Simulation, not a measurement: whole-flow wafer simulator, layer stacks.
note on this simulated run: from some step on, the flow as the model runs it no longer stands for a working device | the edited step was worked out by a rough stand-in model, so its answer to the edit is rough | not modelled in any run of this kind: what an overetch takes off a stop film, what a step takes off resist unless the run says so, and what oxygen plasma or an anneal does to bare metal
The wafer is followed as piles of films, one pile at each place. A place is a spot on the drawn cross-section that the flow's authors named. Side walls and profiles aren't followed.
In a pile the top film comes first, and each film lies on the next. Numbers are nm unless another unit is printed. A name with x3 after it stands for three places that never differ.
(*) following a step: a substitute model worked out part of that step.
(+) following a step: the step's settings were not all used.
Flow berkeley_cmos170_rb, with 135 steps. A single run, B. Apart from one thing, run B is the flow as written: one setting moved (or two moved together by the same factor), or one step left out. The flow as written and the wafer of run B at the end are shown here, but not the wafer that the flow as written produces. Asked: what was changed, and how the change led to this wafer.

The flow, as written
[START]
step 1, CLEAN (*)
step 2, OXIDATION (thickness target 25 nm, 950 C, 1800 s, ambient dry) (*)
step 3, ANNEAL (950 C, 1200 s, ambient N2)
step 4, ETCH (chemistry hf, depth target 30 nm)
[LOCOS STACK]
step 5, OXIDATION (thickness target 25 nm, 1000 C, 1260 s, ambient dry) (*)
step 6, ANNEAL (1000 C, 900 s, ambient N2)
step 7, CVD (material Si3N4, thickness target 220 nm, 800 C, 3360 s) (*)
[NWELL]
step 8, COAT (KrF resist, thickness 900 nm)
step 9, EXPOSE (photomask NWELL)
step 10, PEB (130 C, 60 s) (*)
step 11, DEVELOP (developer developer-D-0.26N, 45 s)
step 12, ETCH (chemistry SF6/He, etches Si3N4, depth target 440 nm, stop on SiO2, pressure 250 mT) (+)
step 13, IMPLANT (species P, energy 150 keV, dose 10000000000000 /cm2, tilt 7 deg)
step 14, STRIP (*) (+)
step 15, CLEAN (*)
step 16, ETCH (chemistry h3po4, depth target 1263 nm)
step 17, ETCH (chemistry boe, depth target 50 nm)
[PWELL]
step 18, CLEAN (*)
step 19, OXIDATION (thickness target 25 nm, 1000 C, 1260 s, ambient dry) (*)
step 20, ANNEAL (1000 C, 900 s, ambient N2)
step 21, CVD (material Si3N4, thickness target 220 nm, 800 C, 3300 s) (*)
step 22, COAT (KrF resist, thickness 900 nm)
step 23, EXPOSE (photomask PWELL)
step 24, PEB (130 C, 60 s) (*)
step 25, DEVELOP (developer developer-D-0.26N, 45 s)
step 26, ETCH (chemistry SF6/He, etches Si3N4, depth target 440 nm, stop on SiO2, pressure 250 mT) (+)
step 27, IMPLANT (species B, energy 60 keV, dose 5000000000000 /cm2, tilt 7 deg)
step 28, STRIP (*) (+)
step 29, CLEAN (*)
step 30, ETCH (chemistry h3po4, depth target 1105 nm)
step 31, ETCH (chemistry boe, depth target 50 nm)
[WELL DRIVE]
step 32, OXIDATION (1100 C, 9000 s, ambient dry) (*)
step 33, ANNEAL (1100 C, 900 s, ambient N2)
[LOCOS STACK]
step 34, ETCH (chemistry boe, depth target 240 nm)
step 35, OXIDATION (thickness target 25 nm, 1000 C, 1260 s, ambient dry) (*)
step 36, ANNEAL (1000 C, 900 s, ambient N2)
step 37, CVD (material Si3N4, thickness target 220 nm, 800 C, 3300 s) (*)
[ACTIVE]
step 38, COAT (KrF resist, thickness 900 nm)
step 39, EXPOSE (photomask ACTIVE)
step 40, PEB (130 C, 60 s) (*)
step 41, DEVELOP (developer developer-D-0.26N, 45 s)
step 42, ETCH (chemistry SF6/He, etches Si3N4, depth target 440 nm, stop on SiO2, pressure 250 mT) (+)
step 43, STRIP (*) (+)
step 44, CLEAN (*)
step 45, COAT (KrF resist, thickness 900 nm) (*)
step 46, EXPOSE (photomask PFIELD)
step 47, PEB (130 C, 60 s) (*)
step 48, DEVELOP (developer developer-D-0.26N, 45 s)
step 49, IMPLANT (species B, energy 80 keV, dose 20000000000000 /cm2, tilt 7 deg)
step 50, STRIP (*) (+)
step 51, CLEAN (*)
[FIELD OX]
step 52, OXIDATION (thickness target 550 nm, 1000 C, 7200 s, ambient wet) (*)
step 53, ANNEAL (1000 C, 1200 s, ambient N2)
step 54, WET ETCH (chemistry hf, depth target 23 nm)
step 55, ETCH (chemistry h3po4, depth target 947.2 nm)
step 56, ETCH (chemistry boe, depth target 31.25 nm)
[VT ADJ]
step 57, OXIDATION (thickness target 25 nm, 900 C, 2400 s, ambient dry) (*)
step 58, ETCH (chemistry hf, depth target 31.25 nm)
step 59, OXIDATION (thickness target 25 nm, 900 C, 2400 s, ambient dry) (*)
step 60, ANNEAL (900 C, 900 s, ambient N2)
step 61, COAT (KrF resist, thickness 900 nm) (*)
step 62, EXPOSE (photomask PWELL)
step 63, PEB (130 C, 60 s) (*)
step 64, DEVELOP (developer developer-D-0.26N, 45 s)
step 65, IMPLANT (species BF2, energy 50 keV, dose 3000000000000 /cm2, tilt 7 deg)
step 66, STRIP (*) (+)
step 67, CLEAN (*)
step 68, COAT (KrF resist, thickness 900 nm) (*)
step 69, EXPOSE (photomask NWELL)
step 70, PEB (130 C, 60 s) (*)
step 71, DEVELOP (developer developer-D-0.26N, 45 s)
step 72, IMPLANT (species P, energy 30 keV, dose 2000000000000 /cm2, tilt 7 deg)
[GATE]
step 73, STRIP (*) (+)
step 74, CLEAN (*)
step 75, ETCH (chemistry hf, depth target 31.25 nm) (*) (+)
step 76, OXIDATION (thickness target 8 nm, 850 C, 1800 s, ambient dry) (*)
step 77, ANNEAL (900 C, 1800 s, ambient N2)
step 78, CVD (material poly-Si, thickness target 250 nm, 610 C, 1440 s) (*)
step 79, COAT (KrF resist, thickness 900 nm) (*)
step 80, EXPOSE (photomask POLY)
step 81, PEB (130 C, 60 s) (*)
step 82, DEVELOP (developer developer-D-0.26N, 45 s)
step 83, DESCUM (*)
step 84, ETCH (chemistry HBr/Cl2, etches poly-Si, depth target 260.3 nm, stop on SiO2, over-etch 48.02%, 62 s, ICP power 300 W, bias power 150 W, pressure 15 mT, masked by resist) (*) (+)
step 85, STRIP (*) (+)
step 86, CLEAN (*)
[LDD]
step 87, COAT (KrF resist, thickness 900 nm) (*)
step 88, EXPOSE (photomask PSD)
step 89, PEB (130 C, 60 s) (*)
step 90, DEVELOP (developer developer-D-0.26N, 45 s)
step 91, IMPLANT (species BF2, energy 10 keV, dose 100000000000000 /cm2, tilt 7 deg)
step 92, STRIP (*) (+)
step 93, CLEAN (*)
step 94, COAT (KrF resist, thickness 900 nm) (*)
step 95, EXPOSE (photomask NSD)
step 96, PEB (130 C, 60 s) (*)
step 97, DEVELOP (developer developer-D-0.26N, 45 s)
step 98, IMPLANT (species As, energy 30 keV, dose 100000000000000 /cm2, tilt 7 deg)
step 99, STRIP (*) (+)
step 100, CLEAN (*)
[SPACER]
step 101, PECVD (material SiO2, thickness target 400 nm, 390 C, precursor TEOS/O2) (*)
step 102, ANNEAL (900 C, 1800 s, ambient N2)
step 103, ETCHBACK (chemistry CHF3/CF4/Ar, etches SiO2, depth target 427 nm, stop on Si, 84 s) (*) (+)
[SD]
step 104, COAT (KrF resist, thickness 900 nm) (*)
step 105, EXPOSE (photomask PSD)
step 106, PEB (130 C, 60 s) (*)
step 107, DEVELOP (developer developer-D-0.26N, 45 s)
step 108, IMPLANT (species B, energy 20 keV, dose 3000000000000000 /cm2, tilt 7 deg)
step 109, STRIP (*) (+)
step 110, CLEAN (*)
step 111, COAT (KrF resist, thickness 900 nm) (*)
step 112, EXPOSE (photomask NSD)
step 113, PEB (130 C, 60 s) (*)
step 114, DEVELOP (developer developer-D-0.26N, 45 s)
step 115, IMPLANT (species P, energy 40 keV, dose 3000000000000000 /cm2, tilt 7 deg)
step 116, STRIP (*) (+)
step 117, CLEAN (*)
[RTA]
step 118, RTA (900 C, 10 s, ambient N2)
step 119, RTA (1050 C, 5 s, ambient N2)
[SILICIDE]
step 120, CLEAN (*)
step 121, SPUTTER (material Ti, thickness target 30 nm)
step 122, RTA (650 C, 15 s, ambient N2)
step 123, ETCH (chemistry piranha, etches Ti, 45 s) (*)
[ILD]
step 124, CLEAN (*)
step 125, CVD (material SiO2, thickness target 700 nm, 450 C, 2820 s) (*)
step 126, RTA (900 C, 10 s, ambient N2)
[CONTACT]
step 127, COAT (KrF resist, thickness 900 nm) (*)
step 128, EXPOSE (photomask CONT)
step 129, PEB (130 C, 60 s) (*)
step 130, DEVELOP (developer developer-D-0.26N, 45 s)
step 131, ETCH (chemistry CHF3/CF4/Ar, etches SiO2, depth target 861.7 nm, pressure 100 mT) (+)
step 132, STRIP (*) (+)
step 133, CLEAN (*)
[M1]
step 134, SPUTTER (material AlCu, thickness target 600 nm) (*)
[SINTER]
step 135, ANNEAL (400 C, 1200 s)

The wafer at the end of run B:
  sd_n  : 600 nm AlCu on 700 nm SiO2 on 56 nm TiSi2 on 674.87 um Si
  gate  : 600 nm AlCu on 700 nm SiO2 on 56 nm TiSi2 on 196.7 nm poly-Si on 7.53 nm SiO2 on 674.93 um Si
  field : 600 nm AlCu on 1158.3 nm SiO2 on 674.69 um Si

The reason: step 32, OXIDATION: 880 C was run, though the flow has 1100 C.

How this came from the change, step by step:
  step 32, OXIDATION (1100 C, 9000 s, ambient dry) (*)
      field, sd_n, spacer_n and 6 more: +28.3 SiO2 (new film), -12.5 Si (in the flow as written it would be: +197.6 SiO2 (new film), -86.9 Si)
  step 34, ETCH (chemistry boe, depth target 240 nm)
      field, sd_n, spacer_n and 6 more: -28.3 SiO2 (all of it) (in the flow as written it would be: -197.6 SiO2 (all of it))
